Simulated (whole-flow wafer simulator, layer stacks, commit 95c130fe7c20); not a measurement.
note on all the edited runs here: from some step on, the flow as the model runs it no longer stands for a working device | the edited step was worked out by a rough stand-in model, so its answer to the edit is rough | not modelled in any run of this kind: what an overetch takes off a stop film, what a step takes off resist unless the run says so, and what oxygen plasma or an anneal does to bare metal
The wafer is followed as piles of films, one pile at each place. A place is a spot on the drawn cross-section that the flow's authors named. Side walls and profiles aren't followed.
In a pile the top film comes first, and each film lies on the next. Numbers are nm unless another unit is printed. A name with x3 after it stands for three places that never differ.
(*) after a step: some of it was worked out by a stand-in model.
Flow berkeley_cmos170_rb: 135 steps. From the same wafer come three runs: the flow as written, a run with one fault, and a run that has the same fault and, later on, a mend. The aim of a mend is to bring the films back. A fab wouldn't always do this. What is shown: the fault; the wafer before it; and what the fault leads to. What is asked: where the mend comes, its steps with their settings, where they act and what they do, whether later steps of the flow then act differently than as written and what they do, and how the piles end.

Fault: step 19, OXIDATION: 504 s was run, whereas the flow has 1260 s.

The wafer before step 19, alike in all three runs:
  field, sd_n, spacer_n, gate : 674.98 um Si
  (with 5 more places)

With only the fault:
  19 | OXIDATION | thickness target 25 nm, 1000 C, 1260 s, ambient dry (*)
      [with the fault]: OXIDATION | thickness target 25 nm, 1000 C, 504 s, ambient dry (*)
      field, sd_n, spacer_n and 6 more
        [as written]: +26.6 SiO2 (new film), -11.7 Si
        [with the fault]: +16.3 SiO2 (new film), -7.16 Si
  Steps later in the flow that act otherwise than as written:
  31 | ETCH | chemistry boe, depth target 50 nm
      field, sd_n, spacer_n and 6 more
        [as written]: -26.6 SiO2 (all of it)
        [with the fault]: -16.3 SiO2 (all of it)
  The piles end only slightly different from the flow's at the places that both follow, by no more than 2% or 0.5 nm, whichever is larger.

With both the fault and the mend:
  The mend stands after step 19.
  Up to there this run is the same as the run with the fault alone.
  19a | OXIDATION | thickness target 25 nm, 1000 C, 756 s, ambient dry (*) (the flow's step 19, run once more with other settings)
      field, sd_n, spacer_n and 6 more
        +10.3 SiO2, -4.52 Si
  Every later step of the flow that is run acts as written at every place that is followed.
  By the end, the piles equal the flow's at every place that both follow.
